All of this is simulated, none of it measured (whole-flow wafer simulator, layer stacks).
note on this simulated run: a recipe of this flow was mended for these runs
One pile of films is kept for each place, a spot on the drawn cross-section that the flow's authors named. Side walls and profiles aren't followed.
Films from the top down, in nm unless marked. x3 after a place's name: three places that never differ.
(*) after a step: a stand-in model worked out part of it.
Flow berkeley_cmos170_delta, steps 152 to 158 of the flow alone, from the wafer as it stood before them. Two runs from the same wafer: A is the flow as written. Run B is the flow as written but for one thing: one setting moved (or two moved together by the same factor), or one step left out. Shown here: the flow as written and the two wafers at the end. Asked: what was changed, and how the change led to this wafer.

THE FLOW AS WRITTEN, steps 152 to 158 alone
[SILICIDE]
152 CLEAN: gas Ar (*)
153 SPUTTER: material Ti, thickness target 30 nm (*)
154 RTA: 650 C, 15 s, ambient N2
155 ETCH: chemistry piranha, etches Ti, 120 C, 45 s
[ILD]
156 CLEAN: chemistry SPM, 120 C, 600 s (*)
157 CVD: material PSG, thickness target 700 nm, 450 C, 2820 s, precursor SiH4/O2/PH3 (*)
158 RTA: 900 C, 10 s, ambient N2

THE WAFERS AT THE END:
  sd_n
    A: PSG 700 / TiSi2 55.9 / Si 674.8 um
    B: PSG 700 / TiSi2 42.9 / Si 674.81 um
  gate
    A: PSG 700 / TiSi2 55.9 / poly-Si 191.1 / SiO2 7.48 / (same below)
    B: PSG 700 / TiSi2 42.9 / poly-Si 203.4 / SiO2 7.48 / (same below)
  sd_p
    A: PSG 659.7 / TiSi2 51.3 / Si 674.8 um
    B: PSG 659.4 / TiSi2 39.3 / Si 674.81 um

The cause: step 153, SPUTTER: thickness target 23 nm was run, where the flow has thickness target 30 nm.

How the change led to this, step by step:
  153 SPUTTER: material Ti, thickness target 30 nm (*)
      field, sd_n, spacer_n, gate, spacer_p, gate_p, contact x2: A Ti +30 (new film) | B Ti +23 (new film)
      sd_p: A Ti +27.5 (new film) | B Ti +21.1 (new film)
  154 RTA: 650 C, 15 s, ambient N2
      sd_n, contact x2: A Ti -23.4, TiSi first +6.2 (new film), TiSi2 C49 +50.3 (new film), Si -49 | B Ti -17.9, TiSi2 C49 +45.6 (new film), Si -40.7
      gate, gate_p: A Ti -23.4, TiSi first +6.2 (new film), TiSi2 C49 +50.3 (new film), poly-Si -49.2 | B Ti -17.9, TiSi2 C49 +45.6 (new film), poly-Si -40.9
      (and at 1 more place)
  155 ETCH: chemistry piranha, etches Ti, 120 C, 45 s
      sd_n, gate, gate_p, contact x2: A Ti -6.6 (all of it), TiSi first -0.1 | B Ti -5.06 (all of it), TiSi2 C49 -0.1
      sd_p: A Ti -6.05 (all of it), TiSi first -0.1 | B Ti -4.64 (all of it), TiSi2 C49 -0.1
      (and at 3 more places)
  158 RTA: 900 C, 10 s, ambient N2
      sd_n, contact x2: A under 1 film: TiSi2 +55.9 (new film), TiSi first -6.09 (all of it), TiSi2 C49 -50.3 (all of it), Si -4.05 | B under 1 film: TiSi2 +42.9 (new film), TiSi2 C49 -45.5 (all of it)
      gate, gate_p: A under 1 film: TiSi2 +55.9 (new film), TiSi first -6.09 (all of it), TiSi2 C49 -50.3 (all of it), poly-Si -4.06 | B under 1 film: TiSi2 +42.9 (new film), TiSi2 C49 -45.5 (all of it)
      (and at 1 more place)
